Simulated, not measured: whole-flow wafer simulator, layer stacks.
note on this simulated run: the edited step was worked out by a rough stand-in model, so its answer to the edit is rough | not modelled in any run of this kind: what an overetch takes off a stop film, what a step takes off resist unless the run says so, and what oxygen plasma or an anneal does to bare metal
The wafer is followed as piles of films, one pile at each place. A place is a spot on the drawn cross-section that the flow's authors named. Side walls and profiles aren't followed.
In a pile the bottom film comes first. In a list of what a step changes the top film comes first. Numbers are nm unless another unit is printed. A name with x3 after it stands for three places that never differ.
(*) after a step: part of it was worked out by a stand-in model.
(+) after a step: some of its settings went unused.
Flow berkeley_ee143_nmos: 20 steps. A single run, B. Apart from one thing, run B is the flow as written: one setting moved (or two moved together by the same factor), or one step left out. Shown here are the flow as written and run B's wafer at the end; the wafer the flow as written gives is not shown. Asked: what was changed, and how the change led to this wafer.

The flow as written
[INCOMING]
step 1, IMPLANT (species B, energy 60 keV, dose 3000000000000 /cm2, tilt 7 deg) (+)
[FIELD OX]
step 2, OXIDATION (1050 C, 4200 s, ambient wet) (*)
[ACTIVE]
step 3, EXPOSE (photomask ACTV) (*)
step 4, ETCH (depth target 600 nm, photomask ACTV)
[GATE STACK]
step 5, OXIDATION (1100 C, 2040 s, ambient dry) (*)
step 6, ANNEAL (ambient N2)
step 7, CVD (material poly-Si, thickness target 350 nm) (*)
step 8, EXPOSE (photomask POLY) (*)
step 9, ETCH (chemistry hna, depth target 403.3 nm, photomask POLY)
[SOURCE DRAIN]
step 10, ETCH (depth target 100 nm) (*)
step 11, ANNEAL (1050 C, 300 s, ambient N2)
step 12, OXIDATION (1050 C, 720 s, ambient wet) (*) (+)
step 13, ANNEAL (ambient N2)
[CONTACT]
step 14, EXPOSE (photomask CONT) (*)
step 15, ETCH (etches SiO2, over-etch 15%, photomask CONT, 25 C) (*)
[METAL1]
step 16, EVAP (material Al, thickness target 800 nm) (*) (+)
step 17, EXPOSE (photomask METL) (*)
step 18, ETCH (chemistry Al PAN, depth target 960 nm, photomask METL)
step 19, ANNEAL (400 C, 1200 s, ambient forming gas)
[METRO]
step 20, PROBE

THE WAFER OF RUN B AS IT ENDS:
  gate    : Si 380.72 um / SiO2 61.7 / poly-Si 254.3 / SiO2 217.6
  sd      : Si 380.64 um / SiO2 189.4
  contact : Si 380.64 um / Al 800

What caused this: step 5, OXIDATION: 1326 s was run, while the flow as written has 2040 s.

How this came from the change, step by step:
  step 5, OXIDATION (1100 C, 2040 s, ambient dry) (*)
      gate, sd, contact: +61.7 SiO2 (new film), -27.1 Si (in the flow as written it would be: +79.7 SiO2 (new film), -35.1 Si)
      field: +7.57 SiO2, -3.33 Si (in the flow as written it would be: +11.6 SiO2, -5.1 Si)
  step 10, ETCH (depth target 100 nm) (*)
      sd, contact: -61.7 SiO2 (all of it) (in the flow as written it would be: -79.7 SiO2 (all of it))
